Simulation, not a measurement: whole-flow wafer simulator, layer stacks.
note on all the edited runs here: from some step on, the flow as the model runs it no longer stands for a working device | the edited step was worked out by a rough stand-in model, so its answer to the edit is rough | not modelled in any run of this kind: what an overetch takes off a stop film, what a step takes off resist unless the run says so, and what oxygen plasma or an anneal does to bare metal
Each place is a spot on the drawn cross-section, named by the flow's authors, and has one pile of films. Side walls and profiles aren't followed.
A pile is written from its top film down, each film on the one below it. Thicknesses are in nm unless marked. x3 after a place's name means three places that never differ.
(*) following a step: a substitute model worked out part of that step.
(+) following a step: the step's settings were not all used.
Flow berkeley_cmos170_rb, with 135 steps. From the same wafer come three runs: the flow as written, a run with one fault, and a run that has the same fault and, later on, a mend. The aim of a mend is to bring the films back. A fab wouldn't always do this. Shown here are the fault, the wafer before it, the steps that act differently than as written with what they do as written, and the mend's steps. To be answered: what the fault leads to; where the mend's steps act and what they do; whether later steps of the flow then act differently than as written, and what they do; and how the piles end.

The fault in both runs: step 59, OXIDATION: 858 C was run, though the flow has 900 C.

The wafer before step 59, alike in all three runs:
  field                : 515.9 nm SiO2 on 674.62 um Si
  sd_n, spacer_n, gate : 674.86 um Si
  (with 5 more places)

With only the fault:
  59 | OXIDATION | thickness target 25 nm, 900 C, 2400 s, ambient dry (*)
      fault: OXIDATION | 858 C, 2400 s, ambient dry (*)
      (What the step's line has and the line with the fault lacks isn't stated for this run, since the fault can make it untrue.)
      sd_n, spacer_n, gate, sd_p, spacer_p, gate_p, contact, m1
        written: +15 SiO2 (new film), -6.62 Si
        fault: +9.77 SiO2 (new film), -4.3 Si
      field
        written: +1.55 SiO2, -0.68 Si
        fault: +0.71 SiO2, -0.31 Si
  Steps later in the flow that act otherwise than as written (30 more steps, not shown, differ only slightly: by at most 2% or 0.5 nm, whichever is larger):
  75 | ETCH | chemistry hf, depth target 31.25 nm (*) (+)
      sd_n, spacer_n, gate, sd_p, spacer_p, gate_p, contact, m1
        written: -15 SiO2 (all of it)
        fault: -9.77 SiO2 (all of it)
  The piles end only slightly different from the flow's at the places that both follow, by no more than 2% or 0.5 nm, whichever is larger.

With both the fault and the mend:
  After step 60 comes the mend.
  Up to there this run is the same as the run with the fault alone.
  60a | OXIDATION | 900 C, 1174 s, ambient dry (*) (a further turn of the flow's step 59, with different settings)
      sd_n, spacer_n, gate, sd_p, spacer_p, gate_p, contact, m1
        +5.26 SiO2, -2.32 Si
      field
        +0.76 SiO2, -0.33 Si
  Later steps of the flow that are run all act as written at every place that is followed, up to a difference of at most 2% or 0.5 nm, whichever is larger.
  The piles end only slightly different from the flow's at the places that both follow, by no more than 2% or 0.5 nm, whichever is larger.
